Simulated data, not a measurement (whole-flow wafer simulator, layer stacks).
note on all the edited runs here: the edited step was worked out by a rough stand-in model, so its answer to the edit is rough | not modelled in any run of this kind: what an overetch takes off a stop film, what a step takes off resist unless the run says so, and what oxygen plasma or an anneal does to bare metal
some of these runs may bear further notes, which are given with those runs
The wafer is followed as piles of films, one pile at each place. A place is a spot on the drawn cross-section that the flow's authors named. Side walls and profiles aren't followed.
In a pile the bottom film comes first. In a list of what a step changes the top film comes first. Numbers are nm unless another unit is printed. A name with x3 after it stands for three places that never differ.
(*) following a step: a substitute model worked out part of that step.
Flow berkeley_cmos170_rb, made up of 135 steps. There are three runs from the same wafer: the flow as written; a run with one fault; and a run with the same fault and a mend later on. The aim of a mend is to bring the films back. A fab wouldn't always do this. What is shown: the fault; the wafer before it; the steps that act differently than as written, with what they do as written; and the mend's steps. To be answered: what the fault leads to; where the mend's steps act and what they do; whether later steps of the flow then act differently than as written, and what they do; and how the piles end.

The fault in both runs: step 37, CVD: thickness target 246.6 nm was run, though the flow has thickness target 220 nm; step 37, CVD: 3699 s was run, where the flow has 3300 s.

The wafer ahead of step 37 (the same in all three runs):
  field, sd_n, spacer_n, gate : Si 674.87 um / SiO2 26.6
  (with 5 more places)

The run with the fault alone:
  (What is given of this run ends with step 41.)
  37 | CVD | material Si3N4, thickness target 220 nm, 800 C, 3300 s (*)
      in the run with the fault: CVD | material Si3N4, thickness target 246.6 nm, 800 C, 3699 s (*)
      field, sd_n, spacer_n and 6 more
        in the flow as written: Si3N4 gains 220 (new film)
        in the run with the fault: Si3N4 gains 246.6 (new film)
  None of the later steps of the flow up to step 41 acts differently than as written at any place that is followed.
  After step 41, at field, sd_n, spacer_n and 6 more, the piles differ from the flow's by more than 2% or 0.5 nm, whichever is larger.
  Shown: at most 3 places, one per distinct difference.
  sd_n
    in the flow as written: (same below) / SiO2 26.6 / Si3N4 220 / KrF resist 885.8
    in the run with the fault: (same below) / SiO2 26.6 / Si3N4 246.6 / KrF resist 885.8
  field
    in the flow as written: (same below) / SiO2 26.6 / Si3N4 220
    in the run with the fault: (same below) / SiO2 26.6 / Si3N4 246.6

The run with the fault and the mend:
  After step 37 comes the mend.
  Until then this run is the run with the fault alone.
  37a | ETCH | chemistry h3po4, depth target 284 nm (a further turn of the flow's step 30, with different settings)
      field, sd_n, spacer_n and 6 more
        Si3N4 loses 246.6 (all of it)
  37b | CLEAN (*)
      does not change any film at any place that is followed
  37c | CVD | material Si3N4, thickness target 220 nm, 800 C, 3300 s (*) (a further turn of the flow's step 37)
      field, sd_n, spacer_n and 6 more
        Si3N4 gains 220 (new film)
  None of the later steps of the flow acts differently than as written at any place that is followed.
  By the end, the piles equal the flow's at every place that both follow.
